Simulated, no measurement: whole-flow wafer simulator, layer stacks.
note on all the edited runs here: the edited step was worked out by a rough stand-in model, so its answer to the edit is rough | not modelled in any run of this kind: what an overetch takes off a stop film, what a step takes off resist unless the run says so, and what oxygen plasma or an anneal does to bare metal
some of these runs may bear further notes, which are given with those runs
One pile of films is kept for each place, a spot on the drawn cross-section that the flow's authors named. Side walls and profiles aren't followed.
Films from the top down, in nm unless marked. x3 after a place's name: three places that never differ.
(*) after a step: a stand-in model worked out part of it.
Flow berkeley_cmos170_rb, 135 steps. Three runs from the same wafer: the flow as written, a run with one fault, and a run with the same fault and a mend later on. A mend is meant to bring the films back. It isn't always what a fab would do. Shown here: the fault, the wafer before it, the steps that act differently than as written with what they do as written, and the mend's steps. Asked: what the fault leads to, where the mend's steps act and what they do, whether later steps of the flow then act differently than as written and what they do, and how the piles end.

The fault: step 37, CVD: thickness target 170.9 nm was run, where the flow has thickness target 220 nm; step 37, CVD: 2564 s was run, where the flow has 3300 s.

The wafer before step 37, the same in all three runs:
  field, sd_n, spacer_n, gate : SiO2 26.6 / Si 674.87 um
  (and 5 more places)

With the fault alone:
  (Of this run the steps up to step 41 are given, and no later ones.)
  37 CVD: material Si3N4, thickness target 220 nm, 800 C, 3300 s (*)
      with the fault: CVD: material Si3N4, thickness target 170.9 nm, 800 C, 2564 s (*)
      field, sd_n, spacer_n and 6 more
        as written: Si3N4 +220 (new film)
        with the fault: Si3N4 +170.9 (new film)
  No later step of the flow up to step 41 acts differently than as written at any place that is followed.
  After step 41 the piles differ from the flow's by more than 2% or 0.5 nm, whichever is larger, at field, sd_n, spacer_n and 6 more.
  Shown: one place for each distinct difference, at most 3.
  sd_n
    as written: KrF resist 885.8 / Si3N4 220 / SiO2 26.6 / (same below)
    with the fault: KrF resist 885.8 / Si3N4 170.9 / SiO2 26.6 / (same below)
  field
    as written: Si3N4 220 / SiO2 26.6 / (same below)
    with the fault: Si3N4 170.9 / SiO2 26.6 / (same below)

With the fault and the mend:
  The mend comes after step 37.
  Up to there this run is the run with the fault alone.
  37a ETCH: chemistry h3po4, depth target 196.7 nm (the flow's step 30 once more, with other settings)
      field, sd_n, spacer_n and 6 more
        Si3N4 -170.9 (all of it)
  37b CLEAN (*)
      changes no film at any place that is followed
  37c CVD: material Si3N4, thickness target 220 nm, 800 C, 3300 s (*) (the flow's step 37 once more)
      field, sd_n, spacer_n and 6 more
        Si3N4 +220 (new film)
  No later step of the flow acts differently than as written at any place that is followed.
  At the end the piles are the same as the flow's at every place that both follow.
